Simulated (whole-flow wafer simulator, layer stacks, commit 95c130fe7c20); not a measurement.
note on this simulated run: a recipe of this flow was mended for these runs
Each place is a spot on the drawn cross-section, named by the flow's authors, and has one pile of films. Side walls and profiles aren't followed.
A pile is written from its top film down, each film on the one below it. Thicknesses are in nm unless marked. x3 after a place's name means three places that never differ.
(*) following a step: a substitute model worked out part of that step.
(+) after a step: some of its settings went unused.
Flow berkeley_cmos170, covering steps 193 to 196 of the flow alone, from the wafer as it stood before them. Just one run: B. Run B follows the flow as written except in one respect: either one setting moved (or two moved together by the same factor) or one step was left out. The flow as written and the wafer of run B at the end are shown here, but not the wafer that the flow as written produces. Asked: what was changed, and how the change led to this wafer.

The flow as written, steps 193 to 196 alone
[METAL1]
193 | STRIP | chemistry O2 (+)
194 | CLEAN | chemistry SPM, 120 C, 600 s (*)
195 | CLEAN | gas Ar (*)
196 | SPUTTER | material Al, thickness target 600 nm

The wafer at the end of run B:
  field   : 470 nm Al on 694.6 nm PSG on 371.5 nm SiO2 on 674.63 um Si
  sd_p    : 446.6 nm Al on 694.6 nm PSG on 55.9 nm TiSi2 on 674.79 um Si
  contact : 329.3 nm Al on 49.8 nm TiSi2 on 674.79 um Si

Cause: step 196, SPUTTER: thickness target 470 nm was run, while the flow as written has thickness target 600 nm.
One can read it off the wafer: field has Al 470, and step 196 as written asks for 600 nm.

The path from the change to this, step by step:
  196 | SPUTTER | material Al, thickness target 600 nm
      field, mark, sd_n and 8 more: Al gains 470 (new film) (as written it would have been: Al gains 600 (new film))
      sd_p: Al gains 446.6 (new film) (as written it would have been: Al gains 575.5 (new film))
      (also at 1 further place)
